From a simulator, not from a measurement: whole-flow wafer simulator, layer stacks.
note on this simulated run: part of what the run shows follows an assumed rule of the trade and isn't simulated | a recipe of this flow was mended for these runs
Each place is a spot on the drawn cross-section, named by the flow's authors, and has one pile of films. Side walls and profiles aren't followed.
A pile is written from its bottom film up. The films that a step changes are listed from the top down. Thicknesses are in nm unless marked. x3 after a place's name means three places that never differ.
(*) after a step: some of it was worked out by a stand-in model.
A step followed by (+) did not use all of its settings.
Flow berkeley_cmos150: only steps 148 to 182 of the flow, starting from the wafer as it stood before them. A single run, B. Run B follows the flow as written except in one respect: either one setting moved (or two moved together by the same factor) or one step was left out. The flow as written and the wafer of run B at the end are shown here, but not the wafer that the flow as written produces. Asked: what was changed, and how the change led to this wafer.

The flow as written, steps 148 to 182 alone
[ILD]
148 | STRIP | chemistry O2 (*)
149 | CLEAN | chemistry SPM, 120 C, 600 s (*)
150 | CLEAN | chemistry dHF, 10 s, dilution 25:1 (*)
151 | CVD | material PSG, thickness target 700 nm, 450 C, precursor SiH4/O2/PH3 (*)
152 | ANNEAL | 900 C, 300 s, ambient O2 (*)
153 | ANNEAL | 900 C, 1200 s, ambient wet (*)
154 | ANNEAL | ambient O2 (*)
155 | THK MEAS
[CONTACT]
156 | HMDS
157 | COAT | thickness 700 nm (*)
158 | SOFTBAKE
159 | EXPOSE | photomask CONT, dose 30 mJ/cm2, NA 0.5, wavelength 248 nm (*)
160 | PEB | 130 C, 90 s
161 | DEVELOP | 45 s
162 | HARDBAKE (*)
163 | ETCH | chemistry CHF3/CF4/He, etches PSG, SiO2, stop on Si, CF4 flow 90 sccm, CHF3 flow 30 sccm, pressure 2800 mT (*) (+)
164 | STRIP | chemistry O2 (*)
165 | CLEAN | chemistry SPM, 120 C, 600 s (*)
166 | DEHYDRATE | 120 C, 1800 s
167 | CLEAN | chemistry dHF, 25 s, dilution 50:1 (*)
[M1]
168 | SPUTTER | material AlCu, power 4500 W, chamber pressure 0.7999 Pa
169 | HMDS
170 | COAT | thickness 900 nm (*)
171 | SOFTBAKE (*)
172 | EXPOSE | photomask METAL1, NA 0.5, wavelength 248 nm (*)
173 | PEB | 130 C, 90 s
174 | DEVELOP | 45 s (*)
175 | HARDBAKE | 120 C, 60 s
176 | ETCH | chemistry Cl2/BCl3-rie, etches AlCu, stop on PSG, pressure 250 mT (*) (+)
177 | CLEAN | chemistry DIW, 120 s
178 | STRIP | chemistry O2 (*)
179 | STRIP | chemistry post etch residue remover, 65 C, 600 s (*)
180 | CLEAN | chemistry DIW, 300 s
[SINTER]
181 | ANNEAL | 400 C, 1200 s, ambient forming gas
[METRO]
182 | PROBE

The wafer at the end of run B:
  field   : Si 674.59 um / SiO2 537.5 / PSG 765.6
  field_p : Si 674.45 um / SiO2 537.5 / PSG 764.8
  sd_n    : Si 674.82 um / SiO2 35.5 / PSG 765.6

Cause: step 151, CVD: thickness target 868 nm was run, while the flow as written has thickness target 700 nm.

How this came from the change, step by step:
  151 | CVD | material PSG, thickness target 700 nm, 450 C, precursor SiH4/O2/PH3 (*)
      field, field_p, sd_n, gate_n, gate_p, contact, m1: PSG gains 868 (new film) (it would be, as written: PSG gains 700 (new film))
      sd_p: PSG gains 846.1 (new film) (it would be, as written: PSG gains 639.5 (new film))
  153 | ANNEAL | 900 C, 1200 s, ambient wet (*)
      sd_n, contact, m1: PSG loses 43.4, SiO2 gains 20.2, Si loses 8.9 (it would be, as written: PSG loses 35, SiO2 gains 22.8, Si loses 10)
      field, field_p: PSG loses 43.4, SiO2 gains 14.9, Si loses 6.56 (it would be, as written: PSG loses 35, SiO2 gains 16.3, Si loses 7.15)
      (as well as at 3 more places)
  157 | COAT | thickness 700 nm (*)
      sd_p: KrF-resist gains 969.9 (new film) (it would be, as written: KrF-resist gains 1000.3 (new film))
  163 | ETCH | chemistry CHF3/CF4/He, etches PSG, SiO2, stop on Si, CF4 flow 90 sccm, CHF3 flow 30 sccm, pressure 2800 mT (*) (+)
      field, field_p, sd_n, gate_n, sd_p, gate_p, m1: KrF-resist loses 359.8 (it would be, as written: KrF-resist loses 303.7)
      contact: PSG loses 824.6 (all of it), SiO2 loses 35.5 (all of it), Si loses 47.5 (it would be, as written: PSG loses 665 (all of it), SiO2 loses 38.1 (all of it), Si loses 47.5)
  164 | STRIP | chemistry O2 (*)
      field: KrF-resist loses 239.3 (all of it) (it would be, as written: KrF-resist loses 294.5 (all of it))
      field_p: KrF-resist loses 343.8 (all of it) (it would be, as written: KrF-resist loses 397.1 (all of it))
      (as well as at 5 more places)
  168 | SPUTTER | material AlCu, power 4500 W, chamber pressure 0.7999 Pa
      sd_p: AlCu gains 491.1 (new film) (it would be, as written: AlCu gains 471.4 (new film))
      contact: AlCu gains 408.3 (new film) (it would be, as written: AlCu gains 443.6 (new film))
  170 | COAT | thickness 900 nm (*)
      sd_p: thick-KrF-resist gains 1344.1 (new film) (it would be, as written: thick-KrF-resist gains 1400.4 (new film))
      contact: thick-KrF-resist gains 1865.8 (new film) (it would be, as written: thick-KrF-resist gains 1720.1 (new film))
  173 | PEB | 130 C, 90 s
      contact: thick-KrF-resist loses 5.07 (it would be, as written: thick-KrF-resist loses 4.56)
  174 | DEVELOP | 45 s (*)
      sd_p: thick-KrF-resist loses 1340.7 (all of it), AlCu loses 10 (it would be, as written: thick-KrF-resist loses 1396.9 (all of it), AlCu loses 10)
  175 | HARDBAKE | 120 C, 60 s
      contact: thick-KrF-resist loses 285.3 (it would be, as written: thick-KrF-resist loses 263.1)
  176 | ETCH | chemistry Cl2/BCl3-rie, etches AlCu, stop on PSG, pressure 250 mT (*) (+)
      sd_p: AlCu loses 481.1 (all of it), PSG loses 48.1 (it would be, as written: AlCu loses 461.4 (all of it), PSG loses 50.6)
      gate_p: AlCu loses 609.8 (all of it), PSG loses 32 (it would be, as written: AlCu loses 616.1 (all of it), PSG loses 31.2)
  178 | STRIP | chemistry O2 (*)
      contact: thick-KrF-resist loses 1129 (all of it) (it would be, as written: thick-KrF-resist loses 1006.2 (all of it))
      m1: thick-KrF-resist loses 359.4 (all of it) (it would be, as written: thick-KrF-resist loses 373.8 (all of it))
